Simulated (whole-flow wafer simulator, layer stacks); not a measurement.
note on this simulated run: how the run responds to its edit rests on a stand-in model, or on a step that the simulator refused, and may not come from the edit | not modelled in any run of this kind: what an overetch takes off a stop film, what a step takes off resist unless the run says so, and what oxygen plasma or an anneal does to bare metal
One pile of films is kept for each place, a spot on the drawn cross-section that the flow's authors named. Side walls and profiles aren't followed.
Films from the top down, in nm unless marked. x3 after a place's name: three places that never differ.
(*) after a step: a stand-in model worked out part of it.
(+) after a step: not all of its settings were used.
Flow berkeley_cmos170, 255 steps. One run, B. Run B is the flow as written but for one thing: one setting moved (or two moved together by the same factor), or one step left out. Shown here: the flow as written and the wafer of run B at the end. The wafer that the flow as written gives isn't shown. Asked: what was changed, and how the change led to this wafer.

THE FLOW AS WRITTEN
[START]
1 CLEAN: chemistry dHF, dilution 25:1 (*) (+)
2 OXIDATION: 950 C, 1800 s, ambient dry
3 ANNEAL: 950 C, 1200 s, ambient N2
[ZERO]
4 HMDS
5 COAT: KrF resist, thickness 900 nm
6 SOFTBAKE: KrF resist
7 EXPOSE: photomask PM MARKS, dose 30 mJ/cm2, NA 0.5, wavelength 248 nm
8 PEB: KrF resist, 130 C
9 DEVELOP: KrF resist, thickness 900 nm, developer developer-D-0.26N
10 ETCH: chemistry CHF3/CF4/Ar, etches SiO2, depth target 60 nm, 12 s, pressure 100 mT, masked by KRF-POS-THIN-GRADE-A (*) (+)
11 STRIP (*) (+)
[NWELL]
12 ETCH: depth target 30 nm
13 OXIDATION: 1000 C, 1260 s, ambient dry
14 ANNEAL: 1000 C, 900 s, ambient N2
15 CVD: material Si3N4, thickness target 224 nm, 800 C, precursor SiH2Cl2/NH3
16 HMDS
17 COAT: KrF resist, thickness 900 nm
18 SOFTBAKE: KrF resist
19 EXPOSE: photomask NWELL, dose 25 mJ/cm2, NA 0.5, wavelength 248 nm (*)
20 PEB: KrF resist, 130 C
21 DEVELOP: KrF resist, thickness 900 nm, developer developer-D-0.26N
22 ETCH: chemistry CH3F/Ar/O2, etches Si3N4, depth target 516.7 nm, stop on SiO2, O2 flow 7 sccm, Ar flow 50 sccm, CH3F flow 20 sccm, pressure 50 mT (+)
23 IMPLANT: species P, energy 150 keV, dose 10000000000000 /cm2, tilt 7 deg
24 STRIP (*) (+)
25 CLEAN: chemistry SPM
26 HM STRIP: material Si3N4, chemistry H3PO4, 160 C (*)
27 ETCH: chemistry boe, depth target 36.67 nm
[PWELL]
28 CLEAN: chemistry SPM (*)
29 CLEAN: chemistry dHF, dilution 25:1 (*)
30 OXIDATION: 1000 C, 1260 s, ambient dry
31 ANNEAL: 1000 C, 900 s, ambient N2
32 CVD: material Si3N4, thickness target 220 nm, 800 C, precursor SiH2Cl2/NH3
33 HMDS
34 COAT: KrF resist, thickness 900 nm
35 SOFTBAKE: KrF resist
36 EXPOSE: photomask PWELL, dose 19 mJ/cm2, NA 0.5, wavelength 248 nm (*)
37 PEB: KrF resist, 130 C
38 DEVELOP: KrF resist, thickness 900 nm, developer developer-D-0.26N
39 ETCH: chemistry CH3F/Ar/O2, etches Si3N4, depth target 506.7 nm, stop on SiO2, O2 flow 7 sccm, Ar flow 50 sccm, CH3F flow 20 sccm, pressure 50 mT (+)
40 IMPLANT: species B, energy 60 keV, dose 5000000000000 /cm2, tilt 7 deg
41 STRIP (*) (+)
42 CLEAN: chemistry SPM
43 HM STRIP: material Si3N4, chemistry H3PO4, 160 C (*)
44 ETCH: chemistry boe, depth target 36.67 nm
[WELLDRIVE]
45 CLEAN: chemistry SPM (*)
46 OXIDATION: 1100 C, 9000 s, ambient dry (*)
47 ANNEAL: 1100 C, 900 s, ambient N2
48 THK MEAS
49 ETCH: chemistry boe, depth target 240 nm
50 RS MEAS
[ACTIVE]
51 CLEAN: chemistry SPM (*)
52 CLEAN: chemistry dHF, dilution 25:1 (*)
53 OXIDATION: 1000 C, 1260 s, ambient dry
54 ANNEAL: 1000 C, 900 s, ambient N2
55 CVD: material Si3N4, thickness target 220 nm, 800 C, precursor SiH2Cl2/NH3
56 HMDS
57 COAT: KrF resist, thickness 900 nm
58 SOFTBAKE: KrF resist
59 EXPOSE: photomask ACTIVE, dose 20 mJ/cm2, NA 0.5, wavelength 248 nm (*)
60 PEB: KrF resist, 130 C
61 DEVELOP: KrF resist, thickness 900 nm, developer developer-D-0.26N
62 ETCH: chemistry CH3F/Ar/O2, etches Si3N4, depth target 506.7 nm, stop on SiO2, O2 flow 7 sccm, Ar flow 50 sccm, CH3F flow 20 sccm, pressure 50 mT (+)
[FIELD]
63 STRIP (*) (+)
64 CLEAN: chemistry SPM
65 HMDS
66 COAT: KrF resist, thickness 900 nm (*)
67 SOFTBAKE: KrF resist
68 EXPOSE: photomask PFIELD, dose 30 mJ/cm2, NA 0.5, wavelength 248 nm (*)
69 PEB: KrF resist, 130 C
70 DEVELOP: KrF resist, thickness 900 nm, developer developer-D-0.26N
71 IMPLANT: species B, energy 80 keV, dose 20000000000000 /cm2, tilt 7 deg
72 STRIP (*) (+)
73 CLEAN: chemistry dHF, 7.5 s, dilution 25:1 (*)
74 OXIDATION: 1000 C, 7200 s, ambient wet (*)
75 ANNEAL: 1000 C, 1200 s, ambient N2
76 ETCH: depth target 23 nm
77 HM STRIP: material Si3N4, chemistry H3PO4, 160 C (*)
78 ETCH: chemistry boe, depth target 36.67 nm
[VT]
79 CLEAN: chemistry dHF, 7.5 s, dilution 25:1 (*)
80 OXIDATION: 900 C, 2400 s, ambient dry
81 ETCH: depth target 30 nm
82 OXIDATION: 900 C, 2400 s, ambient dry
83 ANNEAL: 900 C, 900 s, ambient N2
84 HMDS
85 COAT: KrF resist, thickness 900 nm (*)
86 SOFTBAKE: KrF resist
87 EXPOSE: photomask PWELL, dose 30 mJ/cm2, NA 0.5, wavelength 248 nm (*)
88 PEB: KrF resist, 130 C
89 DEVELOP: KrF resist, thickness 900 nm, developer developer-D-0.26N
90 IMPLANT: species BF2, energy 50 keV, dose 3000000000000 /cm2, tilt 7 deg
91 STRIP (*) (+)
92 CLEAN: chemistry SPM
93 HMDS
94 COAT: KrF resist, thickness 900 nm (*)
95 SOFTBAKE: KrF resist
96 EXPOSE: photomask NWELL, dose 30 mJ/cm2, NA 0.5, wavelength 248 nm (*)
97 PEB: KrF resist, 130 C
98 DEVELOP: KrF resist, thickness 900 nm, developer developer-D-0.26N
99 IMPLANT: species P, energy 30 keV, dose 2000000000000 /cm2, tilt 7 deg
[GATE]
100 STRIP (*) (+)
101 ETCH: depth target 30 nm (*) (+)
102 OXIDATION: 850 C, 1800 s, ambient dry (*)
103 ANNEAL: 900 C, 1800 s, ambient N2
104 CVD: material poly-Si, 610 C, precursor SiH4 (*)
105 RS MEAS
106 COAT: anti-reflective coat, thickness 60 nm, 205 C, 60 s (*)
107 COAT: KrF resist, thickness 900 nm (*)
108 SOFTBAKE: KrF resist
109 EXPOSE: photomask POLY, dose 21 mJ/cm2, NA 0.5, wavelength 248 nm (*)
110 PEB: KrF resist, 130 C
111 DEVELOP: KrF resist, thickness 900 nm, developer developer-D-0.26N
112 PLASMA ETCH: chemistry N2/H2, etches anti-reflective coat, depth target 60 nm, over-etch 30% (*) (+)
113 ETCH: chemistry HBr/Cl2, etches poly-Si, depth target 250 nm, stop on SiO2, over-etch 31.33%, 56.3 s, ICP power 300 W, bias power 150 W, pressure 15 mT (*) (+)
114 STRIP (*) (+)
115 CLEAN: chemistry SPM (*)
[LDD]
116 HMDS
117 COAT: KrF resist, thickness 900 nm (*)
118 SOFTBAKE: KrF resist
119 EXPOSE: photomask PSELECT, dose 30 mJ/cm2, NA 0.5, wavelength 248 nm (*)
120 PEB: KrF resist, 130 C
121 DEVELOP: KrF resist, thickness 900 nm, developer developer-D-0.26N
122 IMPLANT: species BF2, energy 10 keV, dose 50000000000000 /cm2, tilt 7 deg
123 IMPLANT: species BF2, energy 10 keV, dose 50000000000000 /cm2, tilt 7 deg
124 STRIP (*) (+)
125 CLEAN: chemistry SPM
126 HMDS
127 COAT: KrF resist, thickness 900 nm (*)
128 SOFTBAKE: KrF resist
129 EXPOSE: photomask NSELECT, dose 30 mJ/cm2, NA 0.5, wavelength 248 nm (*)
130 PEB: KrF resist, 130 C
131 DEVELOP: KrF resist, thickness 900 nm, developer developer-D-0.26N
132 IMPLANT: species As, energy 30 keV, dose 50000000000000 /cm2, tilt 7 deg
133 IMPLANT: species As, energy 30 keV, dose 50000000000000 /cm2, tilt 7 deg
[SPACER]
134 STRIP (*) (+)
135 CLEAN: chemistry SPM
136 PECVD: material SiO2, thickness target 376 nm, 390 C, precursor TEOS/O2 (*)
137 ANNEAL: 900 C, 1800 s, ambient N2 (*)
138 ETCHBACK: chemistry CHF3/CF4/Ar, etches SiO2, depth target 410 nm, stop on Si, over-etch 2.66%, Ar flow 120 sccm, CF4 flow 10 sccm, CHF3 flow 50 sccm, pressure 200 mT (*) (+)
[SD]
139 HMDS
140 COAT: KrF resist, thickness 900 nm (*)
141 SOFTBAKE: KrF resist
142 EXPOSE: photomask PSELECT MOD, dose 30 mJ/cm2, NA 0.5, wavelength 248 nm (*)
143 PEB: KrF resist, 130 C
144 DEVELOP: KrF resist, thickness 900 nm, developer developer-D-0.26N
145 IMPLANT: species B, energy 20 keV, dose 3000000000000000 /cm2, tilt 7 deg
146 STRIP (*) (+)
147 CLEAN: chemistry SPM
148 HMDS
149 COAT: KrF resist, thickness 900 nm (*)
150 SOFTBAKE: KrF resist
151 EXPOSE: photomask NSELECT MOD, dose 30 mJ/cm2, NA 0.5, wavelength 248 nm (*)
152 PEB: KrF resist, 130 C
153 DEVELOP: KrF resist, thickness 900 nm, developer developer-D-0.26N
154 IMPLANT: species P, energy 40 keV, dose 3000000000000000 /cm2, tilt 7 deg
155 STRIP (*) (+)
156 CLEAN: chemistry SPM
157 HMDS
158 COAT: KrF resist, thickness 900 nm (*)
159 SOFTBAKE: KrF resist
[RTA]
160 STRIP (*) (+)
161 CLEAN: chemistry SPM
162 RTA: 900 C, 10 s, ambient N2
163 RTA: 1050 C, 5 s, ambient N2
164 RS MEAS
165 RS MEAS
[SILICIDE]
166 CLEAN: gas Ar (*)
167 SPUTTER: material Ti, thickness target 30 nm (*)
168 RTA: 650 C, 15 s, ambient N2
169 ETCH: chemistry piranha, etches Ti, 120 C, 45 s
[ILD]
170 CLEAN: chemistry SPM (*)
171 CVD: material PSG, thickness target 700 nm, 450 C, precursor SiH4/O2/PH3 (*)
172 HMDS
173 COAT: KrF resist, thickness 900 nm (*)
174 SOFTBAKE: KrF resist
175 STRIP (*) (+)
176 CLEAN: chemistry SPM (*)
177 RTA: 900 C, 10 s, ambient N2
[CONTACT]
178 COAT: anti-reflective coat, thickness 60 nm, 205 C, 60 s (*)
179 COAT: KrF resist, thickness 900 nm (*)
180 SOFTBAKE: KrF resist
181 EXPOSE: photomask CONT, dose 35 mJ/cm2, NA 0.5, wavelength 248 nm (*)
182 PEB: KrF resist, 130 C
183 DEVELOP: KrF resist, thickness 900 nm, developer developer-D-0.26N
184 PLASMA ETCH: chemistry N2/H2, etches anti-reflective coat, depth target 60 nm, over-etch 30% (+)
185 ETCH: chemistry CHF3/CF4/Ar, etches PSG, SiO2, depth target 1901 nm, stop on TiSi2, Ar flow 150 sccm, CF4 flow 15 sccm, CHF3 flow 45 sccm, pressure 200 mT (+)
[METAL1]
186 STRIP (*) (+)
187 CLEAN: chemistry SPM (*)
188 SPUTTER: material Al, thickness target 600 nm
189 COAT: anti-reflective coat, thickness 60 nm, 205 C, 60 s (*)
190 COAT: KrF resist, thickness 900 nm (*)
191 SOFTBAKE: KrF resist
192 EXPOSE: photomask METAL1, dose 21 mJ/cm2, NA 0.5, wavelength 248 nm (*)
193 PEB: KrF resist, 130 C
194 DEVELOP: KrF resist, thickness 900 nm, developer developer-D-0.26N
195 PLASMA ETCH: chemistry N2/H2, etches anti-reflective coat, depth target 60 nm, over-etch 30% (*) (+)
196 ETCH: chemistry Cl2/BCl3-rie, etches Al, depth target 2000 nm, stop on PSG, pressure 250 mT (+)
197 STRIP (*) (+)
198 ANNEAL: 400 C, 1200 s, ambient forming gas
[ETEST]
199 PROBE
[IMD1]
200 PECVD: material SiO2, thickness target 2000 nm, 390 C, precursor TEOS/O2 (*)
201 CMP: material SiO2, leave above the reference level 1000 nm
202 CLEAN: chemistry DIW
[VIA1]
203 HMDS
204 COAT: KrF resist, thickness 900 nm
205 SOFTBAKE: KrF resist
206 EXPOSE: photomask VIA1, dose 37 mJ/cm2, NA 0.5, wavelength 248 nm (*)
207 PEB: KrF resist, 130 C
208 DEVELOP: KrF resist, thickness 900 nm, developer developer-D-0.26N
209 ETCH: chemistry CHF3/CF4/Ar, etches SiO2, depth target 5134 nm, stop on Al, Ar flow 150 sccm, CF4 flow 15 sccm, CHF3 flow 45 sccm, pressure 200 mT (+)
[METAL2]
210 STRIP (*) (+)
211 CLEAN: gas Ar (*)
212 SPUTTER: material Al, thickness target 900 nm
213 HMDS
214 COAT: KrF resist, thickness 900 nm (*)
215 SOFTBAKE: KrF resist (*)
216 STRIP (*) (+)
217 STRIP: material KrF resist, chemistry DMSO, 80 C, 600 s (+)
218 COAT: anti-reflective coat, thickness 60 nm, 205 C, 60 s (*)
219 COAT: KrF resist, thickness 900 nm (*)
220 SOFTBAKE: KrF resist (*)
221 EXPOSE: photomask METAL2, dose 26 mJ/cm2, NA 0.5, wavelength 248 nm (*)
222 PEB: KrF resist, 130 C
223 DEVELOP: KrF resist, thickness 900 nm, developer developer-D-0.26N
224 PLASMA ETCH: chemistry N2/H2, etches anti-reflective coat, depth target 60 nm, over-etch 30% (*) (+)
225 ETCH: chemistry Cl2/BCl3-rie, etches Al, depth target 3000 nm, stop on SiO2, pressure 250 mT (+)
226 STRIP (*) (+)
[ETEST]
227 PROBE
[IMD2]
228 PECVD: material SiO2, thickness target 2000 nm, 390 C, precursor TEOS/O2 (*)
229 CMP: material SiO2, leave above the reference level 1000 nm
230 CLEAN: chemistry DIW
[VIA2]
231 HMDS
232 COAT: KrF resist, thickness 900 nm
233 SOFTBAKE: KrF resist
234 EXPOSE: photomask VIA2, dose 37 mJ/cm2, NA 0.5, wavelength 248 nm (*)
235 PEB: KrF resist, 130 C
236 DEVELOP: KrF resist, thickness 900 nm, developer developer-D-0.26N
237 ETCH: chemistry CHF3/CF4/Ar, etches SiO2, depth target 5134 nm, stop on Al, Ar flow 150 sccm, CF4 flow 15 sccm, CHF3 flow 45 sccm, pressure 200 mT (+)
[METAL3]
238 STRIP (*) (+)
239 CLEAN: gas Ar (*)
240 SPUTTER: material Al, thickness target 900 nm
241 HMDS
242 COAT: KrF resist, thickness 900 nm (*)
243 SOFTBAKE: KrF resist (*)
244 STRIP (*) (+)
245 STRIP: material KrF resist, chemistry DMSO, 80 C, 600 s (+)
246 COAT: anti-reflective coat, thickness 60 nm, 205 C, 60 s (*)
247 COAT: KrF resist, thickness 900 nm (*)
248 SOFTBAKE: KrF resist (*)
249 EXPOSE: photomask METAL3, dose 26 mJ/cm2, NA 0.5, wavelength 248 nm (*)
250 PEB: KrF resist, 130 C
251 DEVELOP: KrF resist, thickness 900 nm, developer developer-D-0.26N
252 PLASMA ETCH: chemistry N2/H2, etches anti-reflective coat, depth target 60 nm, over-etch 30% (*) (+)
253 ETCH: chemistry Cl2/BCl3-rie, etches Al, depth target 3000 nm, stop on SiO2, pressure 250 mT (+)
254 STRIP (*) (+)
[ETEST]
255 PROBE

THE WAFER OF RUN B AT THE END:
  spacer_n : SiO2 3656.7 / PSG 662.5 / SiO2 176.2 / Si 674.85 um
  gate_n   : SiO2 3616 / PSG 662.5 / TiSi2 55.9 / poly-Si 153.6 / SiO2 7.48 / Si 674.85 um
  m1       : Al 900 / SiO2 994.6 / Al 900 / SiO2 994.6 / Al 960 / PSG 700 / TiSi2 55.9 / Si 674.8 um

The cause: step 188, SPUTTER: thickness target 960 nm was run, where the flow has thickness target 600 nm.
It can be read off the wafer: m1 has Al 960, and step 188 as written asks for 600 nm.

How the change led to this, step by step:
  188 SPUTTER: material Al, thickness target 600 nm
      field, sd_n, spacer_n and 7 more: Al +960 (new film) (as written it would be: Al +600 (new film))
      sd_p: Al +930 (new film) (as written it would be: Al +573.8 (new film))
      (and at 1 more place)
  189 COAT: anti-reflective coat, thickness 60 nm, 205 C, 60 s (*)
      sd_n: anti-reflective coat +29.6 (new film) (as written it would be: anti-reflective coat +17.7 (new film))
      contact: anti-reflective coat +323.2 (new film) (as written it would be: anti-reflective coat +261.9 (new film))
      (and at 1 more place)
  190 COAT: KrF resist, thickness 900 nm (*)
      sd_n: KrF resist +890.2 (new film) (as written it would be: KrF resist +922.1 (new film))
      contact: KrF resist +1528.7 (new film) (as written it would be: KrF resist +1495.4 (new film))
  194 DEVELOP: KrF resist, thickness 900 nm, developer developer-D-0.26N
      sd_n: KrF resist -888.8 (all of it) (as written it would be: KrF resist -920.6 (all of it))
  195 PLASMA ETCH: chemistry N2/H2, etches anti-reflective coat, depth target 60 nm, over-etch 30% (*) (+)
      sd_n: anti-reflective coat -29.6 (all of it) (as written it would be: anti-reflective coat -17.7 (all of it))
  196 ETCH: chemistry Cl2/BCl3-rie, etches Al, depth target 2000 nm, stop on PSG, pressure 250 mT (+)
      field, sd_n, spacer_n, gate_n, spacer_p, gate_p: Al -960 (all of it), PSG -37.5 (as written it would be: Al -600 (all of it), PSG -37.5)
      contact, m1, via1, m2, via2: KrF resist -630 (as written it would be: KrF resist -450)
      (and at 1 more place)
  197 STRIP (*) (+)
      contact: KrF resist -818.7 (all of it), anti-reflective coat -323.2 (all of it) (as written it would be: KrF resist -966.1 (all of it), anti-reflective coat -261.9 (all of it))
      m1: KrF resist -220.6 (all of it), anti-reflective coat -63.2 (all of it) (as written it would be: KrF resist -404.7 (all of it), anti-reflective coat -63 (all of it))
      (and at 3 more places)
  201 CMP: material SiO2, leave above the reference level 1000 nm
      sd_p: nothing (as written it would be: SiO2 -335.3)
      contact: nothing (as written it would be: SiO2 -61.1)
      (and at 6 more places)
  204 COAT: KrF resist, thickness 900 nm
      contact: KrF resist +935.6 (new film) (as written it would be: KrF resist +900 (new film))
  210 STRIP (*) (+)
      sd_p: KrF resist -625.8 (all of it) (as written it would be: KrF resist -608.9 (all of it))
      contact: KrF resist -644.5 (all of it) (as written it would be: KrF resist -608.9 (all of it))
  214 COAT: KrF resist, thickness 900 nm (*)
      contact: KrF resist +925.4 (new film) (as written it would be: KrF resist +889.8 (new film))
  216 STRIP (*) (+)
      contact: KrF resist -925.4 (all of it) (as written it would be: KrF resist -889.8 (all of it))
  218 COAT: anti-reflective coat, thickness 60 nm, 205 C, 60 s (*)
      sd_n: anti-reflective coat +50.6 (new film) (as written it would be: anti-reflective coat +64.1 (new film))
      sd_p: anti-reflective coat +72.3 (new film) (as written it would be: anti-reflective coat +59.7 (new film))
      (and at 3 more places)
  224 PLASMA ETCH: chemistry N2/H2, etches anti-reflective coat, depth target 60 nm, over-etch 30% (*) (+)
      contact, m1, via1, m2, via2: KrF resist -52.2 (as written it would be: KrF resist -46.3)
      sd_n: anti-reflective coat -50.6 (all of it) (as written it would be: anti-reflective coat -64.1 (all of it))
      (and at 3 more places)
  226 STRIP (*) (+)
      contact: KrF resist -160 (all of it), anti-reflective coat -82 (all of it) (as written it would be: KrF resist -151.9 (all of it), anti-reflective coat -62.1 (all of it))
      m1: KrF resist -154.7 (all of it), anti-reflective coat -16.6 (all of it) (as written it would be: KrF resist -162.4 (all of it), anti-reflective coat -16.7 (all of it))
      (and at 2 more places)
  229 CMP: material SiO2, leave above the reference level 1000 nm
      sd_p: SiO2 -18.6 (as written it would be: SiO2 -43.8)
      contact: SiO2 -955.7 (as written it would be: SiO2 -1000)
